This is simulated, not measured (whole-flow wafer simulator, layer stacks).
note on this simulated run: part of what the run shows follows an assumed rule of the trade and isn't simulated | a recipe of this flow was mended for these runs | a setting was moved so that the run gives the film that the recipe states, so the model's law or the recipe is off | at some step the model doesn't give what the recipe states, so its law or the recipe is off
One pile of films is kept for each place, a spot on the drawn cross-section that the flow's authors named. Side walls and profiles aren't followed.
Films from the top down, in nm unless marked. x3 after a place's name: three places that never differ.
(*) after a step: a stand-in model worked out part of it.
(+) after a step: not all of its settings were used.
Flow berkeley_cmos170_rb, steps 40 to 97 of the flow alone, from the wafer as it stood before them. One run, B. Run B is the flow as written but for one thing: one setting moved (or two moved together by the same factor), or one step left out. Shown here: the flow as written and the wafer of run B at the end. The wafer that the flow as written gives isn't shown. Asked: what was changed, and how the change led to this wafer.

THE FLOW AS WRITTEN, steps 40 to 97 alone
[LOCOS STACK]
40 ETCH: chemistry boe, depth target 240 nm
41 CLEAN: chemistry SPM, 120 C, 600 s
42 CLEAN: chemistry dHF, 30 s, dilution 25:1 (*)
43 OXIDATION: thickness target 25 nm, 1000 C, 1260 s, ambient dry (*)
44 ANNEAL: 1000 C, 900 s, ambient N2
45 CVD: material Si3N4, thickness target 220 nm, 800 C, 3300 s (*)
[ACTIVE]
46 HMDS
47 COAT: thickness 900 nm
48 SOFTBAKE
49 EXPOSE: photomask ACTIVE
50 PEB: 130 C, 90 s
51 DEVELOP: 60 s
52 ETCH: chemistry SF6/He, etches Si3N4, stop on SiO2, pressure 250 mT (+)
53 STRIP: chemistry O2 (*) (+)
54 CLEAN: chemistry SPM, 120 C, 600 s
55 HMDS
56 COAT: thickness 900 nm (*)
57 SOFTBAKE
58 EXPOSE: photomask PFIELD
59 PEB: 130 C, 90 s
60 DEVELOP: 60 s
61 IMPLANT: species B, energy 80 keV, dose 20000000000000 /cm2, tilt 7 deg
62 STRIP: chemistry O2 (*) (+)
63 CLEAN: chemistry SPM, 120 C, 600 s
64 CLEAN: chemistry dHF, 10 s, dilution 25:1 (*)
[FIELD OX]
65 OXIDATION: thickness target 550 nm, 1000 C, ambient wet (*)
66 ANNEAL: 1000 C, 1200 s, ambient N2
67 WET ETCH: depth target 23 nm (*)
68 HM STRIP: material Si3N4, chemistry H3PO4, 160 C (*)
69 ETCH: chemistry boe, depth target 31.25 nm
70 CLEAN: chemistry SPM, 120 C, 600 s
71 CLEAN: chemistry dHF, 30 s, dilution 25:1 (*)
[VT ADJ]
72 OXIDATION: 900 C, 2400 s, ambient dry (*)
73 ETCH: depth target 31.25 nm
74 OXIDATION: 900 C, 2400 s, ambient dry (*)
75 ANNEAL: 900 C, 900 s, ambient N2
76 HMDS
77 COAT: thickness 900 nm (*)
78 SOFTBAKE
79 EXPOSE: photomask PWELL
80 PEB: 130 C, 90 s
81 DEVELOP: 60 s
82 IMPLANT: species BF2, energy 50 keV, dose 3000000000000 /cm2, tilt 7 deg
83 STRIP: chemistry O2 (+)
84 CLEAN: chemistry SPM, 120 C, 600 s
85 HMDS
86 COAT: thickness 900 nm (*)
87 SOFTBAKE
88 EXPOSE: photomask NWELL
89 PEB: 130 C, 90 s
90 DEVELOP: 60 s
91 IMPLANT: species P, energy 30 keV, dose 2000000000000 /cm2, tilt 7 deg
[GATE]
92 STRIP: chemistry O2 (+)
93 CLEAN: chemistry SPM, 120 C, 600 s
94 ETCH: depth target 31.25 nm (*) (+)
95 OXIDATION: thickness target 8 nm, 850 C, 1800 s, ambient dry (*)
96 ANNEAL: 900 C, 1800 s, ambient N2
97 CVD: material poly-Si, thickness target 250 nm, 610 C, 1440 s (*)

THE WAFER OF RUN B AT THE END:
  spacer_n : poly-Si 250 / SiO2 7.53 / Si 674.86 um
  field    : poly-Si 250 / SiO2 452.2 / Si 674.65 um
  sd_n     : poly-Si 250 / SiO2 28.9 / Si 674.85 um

The cause: step 40, ETCH: depth target 120 nm was run, where the flow has depth target 240 nm.

How the change led to this, step by step:
  40 ETCH: chemistry boe, depth target 240 nm
      field, sd_n, spacer_n and 6 more: SiO2 -120 (as written it would be: SiO2 -197.6 (all of it))
  41 CLEAN: chemistry SPM, 120 C, 600 s
      field, sd_n, spacer_n and 6 more: nothing (as written it would be: chemical SiO2 +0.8 (new film), Si -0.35)
  42 CLEAN: chemistry dHF, 30 s, dilution 25:1 (*)
      field, sd_n, spacer_n and 6 more: SiO2 -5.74 (as written it would be: chemical SiO2 -0.8 (all of it))
  43 OXIDATION: thickness target 25 nm, 1000 C, 1260 s, ambient dry (*)
      field, sd_n, spacer_n and 6 more: SiO2 +13.3, Si -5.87 (as written it would be: SiO2 +26.6 (new film), Si -11.7)
  65 OXIDATION: thickness target 550 nm, 1000 C, ambient wet (*)
      spacer_p, gate_p, m1: SiO2 +12.1 (new film), Si3N4 -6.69, SiO2 +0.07 (as written it would be: SiO2 +12.1 (new film), Si3N4 -6.69)
      spacer_n: SiO2 +12.1 (new film), Si3N4 -6.69, SiO2 +0.1, Si -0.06 (as written it would be: SiO2 +12.1 (new film), Si3N4 -6.69)
      (and at 5 more places)
  69 ETCH: chemistry boe, depth target 31.25 nm
      spacer_n, spacer_p, gate_p, contact, m1: SiO2 -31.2 (as written it would be: SiO2 -23.2 (all of it))
      sd_n: SiO2 -31.2 (as written it would be: SiO2 -24.8 (all of it))
      (and at 2 more places)
  70 CLEAN: chemistry SPM, 120 C, 600 s
      sd_n, spacer_n, gate, sd_p, spacer_p, gate_p, contact, m1: nothing (as written it would be: chemical SiO2 +0.8 (new film), Si -0.35)
  71 CLEAN: chemistry dHF, 30 s, dilution 25:1 (*)
      sd_n, spacer_n, gate, sd_p, spacer_p, gate_p, contact, m1: SiO2 -5.74 (as written it would be: chemical SiO2 -0.8 (all of it))
  72 OXIDATION: 900 C, 2400 s, ambient dry (*)
      gate, spacer_p, gate_p, m1: SiO2 +8.53, Si -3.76 (as written it would be: SiO2 +15 (new film), Si -6.62)
      spacer_n, contact: SiO2 +8.53, Si -3.75 (as written it would be: SiO2 +15 (new film), Si -6.62)
      (and at 2 more places)
  73 ETCH: depth target 31.25 nm
      sd_n, spacer_n, gate, sd_p, spacer_p, gate_p, contact, m1: SiO2 -31.2 (as written it would be: SiO2 -15 (all of it))
  74 OXIDATION: 900 C, 2400 s, ambient dry (*)
      spacer_n, gate, spacer_p, gate_p, contact, m1: SiO2 +8.4, Si -3.7 (as written it would be: SiO2 +15 (new film), Si -6.62)
      sd_n: SiO2 +7.14, Si -3.14 (as written it would be: SiO2 +15 (new film), Si -6.62)
      (and at 1 more place)
  94 ETCH: depth target 31.25 nm (*) (+)
      sd_n, sd_p: SiO2 -31.2 (as written it would be: SiO2 -15 (all of it))
      spacer_n, gate, spacer_p, gate_p, m1: SiO2 -30.7 (all of it) (as written it would be: SiO2 -15 (all of it))
      (and at 1 more place)
  95 OXIDATION: thickness target 8 nm, 850 C, 1800 s, ambient dry (*)
      sd_n: SiO2 +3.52, Si -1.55 (as written it would be: SiO2 +7.53 (new film), Si -3.31)
      sd_p: SiO2 +4.51, Si -1.99 (as written it would be: SiO2 +7.53 (new film), Si -3.31)
